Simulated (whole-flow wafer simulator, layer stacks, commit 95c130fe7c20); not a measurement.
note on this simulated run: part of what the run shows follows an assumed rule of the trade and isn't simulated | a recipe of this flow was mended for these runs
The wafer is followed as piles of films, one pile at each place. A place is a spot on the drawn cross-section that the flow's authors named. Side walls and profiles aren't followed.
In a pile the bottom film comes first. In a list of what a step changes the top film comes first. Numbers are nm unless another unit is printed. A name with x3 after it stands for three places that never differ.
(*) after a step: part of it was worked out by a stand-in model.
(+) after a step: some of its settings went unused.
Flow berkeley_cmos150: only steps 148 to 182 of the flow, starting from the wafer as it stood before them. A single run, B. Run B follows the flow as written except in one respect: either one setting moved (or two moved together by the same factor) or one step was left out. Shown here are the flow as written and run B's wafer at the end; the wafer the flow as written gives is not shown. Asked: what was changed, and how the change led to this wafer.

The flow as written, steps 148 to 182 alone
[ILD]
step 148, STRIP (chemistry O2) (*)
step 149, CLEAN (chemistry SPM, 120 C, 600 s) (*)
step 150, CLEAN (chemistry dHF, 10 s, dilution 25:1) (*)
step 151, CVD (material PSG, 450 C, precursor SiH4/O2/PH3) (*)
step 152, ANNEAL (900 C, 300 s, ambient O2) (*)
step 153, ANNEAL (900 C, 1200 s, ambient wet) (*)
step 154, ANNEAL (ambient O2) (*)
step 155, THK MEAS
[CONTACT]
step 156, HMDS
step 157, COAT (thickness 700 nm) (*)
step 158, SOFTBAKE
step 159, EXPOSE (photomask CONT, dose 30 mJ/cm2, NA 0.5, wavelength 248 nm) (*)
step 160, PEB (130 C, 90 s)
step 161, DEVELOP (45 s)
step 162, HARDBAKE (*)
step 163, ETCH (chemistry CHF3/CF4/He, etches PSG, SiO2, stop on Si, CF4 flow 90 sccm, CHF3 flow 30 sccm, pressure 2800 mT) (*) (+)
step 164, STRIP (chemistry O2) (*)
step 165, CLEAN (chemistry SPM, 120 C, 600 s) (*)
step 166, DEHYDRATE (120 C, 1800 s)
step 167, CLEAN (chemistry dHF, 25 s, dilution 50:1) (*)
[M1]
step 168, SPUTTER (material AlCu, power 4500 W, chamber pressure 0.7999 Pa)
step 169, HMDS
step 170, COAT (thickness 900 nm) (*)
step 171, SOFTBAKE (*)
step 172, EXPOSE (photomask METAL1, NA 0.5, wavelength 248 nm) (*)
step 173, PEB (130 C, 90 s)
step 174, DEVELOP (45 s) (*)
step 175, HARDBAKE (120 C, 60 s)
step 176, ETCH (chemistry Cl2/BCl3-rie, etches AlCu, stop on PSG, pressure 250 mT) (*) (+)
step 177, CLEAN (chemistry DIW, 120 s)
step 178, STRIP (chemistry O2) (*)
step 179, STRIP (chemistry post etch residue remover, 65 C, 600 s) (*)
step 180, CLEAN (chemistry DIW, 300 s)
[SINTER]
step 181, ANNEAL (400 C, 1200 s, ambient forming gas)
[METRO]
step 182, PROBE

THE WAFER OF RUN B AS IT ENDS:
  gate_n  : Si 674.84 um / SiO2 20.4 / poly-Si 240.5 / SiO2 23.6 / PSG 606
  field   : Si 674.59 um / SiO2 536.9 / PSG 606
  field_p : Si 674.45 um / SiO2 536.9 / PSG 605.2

What caused this: step 153, ANNEAL: 888 C was run, though the flow has 900 C.

Step by step, how the change led to this:
  step 153, ANNEAL (900 C, 1200 s, ambient wet) (*)
      sd_n, contact, m1: PSG loses 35, SiO2 gains 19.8, Si loses 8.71 (in the flow as written it would be: PSG loses 35, SiO2 gains 22.8, Si loses 10)
      field, field_p: PSG loses 35, SiO2 gains 14.4, Si loses 6.33 (in the flow as written it would be: PSG loses 35, SiO2 gains 16.3, Si loses 7.15)
      (also at 3 further places)
  step 163, ETCH (chemistry CHF3/CF4/He, etches PSG, SiO2, stop on Si, CF4 flow 90 sccm, CHF3 flow 30 sccm, pressure 2800 mT) (*) (+)
      contact: PSG loses 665 (all of it), SiO2 loses 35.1 (all of it), Si loses 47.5 (in the flow as written it would be: PSG loses 665 (all of it), SiO2 loses 38.1 (all of it), Si loses 47.5)
